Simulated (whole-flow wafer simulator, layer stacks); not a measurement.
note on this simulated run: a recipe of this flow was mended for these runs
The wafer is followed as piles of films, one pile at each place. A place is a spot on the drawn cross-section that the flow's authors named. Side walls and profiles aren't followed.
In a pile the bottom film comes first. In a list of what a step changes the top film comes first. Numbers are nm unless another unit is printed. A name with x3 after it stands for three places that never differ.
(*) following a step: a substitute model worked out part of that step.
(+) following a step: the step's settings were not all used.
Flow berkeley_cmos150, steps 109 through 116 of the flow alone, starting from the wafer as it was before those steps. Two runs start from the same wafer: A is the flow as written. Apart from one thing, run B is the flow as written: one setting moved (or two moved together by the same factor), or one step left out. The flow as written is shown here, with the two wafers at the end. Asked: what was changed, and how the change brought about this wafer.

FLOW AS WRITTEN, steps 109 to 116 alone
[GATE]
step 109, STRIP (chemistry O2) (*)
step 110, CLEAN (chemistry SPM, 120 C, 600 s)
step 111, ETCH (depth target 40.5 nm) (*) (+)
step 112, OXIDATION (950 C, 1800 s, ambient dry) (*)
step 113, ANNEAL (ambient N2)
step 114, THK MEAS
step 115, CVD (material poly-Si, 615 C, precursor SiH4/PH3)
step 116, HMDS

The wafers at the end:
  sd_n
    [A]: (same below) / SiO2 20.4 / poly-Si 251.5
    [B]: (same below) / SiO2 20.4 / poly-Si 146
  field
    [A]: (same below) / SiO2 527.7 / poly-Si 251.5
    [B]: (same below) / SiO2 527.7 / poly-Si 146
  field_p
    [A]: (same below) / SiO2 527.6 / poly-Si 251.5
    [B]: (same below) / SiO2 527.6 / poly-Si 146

Cause: step 115, CVD: 592 C was run, whereas the flow has 615 C.

The path from the change to this, step by step:
  step 115, CVD (material poly-Si, 615 C, precursor SiH4/PH3)
      field, field_p, sd_n, gate_n, sd_p x2, contact, m1: A poly-Si gains 251.5 (new film) | B poly-Si gains 146 (new film)
